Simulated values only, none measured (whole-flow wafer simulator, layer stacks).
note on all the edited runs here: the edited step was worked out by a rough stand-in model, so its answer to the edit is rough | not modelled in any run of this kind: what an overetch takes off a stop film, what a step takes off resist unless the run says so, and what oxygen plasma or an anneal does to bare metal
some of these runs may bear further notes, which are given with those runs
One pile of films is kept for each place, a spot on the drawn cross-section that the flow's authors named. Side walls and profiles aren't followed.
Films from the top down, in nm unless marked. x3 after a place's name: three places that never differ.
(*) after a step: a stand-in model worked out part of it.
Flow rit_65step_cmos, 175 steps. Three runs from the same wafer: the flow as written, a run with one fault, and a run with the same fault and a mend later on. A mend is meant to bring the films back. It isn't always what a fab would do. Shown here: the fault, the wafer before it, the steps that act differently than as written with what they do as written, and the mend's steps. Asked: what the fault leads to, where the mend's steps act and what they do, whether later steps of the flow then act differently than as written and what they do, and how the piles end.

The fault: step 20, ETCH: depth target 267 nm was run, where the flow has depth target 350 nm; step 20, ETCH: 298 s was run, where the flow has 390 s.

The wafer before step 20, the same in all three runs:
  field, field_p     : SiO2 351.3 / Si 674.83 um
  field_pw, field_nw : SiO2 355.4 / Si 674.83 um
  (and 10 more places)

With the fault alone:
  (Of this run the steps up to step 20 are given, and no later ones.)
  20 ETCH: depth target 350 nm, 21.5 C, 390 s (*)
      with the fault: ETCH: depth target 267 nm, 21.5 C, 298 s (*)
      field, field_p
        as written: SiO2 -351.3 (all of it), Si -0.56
        with the fault: SiO2 -291
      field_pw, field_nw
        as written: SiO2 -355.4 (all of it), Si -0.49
        with the fault: SiO2 -291
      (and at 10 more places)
  After step 20 the piles differ from the flow's by more than 2% or 0.5 nm, whichever is larger, at field, field_pw, field_nw, field_p.
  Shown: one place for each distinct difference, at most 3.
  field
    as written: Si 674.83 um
    with the fault: SiO2 60.3 / Si 674.83 um
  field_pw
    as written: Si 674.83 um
    with the fault: SiO2 64.3 / Si 674.83 um

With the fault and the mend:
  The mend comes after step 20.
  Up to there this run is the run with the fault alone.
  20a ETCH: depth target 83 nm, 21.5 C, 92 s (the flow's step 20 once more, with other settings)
      field, field_p
        SiO2 -60.3 (all of it)
      field_pw, field_nw
        SiO2 -64.3 (all of it)
  No later step of the flow acts differently than as written, at any place that is followed, by more than 2% or 0.5 nm, whichever is larger.
  At the end the piles differ from the flow's only slightly at the places that both follow, by at most 2% or 0.5 nm, whichever is larger.
